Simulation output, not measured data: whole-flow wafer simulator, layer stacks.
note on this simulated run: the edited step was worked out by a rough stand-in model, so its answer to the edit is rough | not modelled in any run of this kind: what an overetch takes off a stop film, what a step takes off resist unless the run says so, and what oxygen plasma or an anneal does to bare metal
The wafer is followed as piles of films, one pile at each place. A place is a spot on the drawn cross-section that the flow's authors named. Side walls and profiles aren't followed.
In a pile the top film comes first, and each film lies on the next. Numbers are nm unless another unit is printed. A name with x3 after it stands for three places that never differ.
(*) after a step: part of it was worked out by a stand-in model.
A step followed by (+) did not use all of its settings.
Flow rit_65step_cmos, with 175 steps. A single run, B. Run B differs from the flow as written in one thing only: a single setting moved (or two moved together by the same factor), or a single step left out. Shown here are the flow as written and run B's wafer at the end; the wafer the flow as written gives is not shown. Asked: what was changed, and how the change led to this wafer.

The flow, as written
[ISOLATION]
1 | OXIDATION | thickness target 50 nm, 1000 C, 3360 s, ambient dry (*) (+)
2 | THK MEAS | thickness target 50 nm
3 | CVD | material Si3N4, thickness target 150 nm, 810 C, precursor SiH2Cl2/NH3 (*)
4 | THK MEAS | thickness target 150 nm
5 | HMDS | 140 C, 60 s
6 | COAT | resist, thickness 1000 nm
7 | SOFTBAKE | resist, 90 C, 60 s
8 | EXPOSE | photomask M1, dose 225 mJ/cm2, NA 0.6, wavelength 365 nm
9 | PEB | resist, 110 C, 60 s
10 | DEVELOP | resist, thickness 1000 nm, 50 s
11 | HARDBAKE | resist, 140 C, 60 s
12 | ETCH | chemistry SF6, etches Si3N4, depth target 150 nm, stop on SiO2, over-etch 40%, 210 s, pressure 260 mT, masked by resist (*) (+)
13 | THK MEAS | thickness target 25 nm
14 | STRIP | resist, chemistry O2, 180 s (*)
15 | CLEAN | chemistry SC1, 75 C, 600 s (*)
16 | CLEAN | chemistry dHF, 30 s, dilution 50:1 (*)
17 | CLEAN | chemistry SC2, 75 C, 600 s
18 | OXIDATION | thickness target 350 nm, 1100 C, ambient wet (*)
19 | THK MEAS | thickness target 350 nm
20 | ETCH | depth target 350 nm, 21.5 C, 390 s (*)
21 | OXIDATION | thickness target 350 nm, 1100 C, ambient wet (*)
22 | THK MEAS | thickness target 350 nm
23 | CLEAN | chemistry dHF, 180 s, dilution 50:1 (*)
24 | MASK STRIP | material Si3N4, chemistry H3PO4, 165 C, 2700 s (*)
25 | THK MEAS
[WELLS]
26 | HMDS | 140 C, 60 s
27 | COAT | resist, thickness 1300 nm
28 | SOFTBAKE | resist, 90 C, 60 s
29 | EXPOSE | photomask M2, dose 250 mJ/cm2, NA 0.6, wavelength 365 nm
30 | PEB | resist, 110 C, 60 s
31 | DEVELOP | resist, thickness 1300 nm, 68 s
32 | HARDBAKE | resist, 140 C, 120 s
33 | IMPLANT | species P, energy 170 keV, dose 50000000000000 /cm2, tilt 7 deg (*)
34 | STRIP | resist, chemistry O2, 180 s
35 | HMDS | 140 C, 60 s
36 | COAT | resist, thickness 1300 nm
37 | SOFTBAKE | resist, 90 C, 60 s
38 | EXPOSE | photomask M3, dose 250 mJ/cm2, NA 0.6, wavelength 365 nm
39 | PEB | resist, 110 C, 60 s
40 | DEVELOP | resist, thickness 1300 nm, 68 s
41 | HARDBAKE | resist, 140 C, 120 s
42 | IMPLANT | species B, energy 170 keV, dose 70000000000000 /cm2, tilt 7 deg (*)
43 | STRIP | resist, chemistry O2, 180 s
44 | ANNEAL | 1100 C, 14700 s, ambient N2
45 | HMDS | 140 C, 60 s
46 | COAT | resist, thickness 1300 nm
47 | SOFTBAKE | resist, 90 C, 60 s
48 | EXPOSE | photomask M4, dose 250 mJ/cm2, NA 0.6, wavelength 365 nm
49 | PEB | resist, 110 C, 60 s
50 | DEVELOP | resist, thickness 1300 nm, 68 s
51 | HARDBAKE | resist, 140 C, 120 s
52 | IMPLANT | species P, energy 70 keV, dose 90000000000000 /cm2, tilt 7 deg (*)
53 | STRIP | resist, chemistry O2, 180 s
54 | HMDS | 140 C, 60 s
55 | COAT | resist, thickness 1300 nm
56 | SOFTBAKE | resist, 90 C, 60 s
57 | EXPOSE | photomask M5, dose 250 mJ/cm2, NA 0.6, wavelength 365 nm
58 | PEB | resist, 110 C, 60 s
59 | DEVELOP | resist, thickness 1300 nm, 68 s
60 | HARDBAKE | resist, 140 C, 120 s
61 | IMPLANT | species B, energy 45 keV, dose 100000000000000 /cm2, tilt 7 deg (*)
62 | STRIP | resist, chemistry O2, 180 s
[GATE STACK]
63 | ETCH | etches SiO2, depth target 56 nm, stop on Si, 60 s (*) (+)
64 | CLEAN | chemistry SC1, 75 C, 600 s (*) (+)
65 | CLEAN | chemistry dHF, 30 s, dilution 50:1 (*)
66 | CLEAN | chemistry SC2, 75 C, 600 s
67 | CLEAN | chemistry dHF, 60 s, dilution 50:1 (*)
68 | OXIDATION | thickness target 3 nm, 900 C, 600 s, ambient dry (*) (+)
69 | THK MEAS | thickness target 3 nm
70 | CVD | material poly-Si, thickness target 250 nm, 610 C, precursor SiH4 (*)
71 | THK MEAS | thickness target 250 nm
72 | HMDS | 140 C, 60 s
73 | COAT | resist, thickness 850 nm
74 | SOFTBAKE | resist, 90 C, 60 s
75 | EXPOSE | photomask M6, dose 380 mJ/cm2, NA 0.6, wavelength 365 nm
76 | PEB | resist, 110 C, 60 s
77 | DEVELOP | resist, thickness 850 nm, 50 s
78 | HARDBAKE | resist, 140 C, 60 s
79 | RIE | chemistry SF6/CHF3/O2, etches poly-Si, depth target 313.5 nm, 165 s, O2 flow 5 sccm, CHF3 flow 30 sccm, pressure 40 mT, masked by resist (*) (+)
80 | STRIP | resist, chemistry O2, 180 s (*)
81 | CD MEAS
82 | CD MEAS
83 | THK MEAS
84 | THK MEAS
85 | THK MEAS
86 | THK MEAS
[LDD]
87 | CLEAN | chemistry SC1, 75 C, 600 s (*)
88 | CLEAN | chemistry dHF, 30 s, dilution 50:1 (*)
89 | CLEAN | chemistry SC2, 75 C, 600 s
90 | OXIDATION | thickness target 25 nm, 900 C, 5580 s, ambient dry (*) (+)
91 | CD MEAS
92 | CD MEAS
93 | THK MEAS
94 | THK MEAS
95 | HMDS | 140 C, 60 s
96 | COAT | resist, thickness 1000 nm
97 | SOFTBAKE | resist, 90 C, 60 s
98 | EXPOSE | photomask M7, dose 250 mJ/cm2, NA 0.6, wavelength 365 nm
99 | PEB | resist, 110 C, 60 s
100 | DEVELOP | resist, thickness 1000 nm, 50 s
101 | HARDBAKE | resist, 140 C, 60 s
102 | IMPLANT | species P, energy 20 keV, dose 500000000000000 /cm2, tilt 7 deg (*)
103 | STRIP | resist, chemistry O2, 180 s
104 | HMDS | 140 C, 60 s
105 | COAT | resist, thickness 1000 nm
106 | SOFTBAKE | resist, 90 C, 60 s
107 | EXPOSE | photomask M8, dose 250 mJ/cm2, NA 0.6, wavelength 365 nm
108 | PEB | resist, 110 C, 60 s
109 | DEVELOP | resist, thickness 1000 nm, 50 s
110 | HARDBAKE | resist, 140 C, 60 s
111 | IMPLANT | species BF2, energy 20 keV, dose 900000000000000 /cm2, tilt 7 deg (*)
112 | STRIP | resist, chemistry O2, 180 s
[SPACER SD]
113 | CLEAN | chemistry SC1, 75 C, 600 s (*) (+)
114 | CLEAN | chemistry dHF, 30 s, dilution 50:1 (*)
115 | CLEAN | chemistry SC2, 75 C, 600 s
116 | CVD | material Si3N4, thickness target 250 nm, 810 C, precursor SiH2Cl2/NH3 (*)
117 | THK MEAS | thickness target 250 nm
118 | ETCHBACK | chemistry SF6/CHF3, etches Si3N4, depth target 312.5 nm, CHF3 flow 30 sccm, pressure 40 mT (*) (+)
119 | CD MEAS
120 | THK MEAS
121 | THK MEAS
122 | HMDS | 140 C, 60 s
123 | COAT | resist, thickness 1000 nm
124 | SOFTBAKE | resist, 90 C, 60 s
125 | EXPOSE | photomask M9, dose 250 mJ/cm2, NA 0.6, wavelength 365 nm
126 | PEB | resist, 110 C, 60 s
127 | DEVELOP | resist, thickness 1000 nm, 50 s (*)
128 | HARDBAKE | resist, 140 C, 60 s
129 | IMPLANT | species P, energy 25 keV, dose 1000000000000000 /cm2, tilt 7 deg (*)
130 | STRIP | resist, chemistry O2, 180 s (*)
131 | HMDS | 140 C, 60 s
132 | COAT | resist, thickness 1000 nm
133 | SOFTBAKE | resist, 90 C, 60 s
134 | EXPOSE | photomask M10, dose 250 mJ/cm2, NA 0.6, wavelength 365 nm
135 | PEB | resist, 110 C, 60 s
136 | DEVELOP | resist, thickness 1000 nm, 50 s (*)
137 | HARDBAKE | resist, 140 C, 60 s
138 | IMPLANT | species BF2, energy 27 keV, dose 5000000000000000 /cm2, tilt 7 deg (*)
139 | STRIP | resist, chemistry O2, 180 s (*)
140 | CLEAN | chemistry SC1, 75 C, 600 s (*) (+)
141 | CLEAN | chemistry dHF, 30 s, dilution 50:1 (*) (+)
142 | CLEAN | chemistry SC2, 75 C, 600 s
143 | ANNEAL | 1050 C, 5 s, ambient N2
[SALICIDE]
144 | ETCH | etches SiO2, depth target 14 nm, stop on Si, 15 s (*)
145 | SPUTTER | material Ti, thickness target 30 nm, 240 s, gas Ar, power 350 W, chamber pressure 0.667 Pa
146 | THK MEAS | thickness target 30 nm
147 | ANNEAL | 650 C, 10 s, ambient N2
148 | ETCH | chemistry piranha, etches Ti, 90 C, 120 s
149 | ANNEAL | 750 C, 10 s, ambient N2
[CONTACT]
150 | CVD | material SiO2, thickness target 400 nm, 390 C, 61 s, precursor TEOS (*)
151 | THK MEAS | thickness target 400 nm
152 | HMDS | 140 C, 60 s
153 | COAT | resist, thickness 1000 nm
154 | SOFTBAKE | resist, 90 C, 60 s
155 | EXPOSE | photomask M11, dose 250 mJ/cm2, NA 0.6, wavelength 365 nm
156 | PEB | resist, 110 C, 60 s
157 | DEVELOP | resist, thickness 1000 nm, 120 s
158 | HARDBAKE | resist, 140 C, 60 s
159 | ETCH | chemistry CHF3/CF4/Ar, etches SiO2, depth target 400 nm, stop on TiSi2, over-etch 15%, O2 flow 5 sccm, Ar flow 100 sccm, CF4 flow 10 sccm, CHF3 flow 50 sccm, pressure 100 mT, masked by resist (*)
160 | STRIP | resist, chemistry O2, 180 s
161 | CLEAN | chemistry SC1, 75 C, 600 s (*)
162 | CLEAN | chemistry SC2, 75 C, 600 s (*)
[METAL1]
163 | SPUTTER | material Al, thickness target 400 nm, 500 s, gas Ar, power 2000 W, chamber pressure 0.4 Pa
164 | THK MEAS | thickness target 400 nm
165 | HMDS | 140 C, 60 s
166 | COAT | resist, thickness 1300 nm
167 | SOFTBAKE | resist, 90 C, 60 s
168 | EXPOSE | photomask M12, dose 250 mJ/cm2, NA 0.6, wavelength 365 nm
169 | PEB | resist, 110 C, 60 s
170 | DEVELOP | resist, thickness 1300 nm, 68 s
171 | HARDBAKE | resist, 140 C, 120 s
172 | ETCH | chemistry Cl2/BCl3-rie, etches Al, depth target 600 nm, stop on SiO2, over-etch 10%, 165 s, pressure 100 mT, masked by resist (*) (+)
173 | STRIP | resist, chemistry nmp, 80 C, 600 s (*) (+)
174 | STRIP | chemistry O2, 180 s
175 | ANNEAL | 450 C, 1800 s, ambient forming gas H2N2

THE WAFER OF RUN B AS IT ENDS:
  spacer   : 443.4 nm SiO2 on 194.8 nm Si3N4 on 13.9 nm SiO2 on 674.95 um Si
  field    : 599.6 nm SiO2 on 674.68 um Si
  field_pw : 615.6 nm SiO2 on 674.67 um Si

What caused this: step 150, CVD: thickness target 480 nm was run, though the flow has thickness target 400 nm.

How this came from the change, step by step:
  150 | CVD | material SiO2, thickness target 400 nm, 390 C, 61 s, precursor TEOS (*)
      field, field_pw, field_nw, field_p: +480 SiO2 (it would be, as written: +400 SiO2)
      spacer, spacer_p: +480 SiO2 (new film) (it would be, as written: +400 SiO2 (new film))
      (as well as at 2 more places)
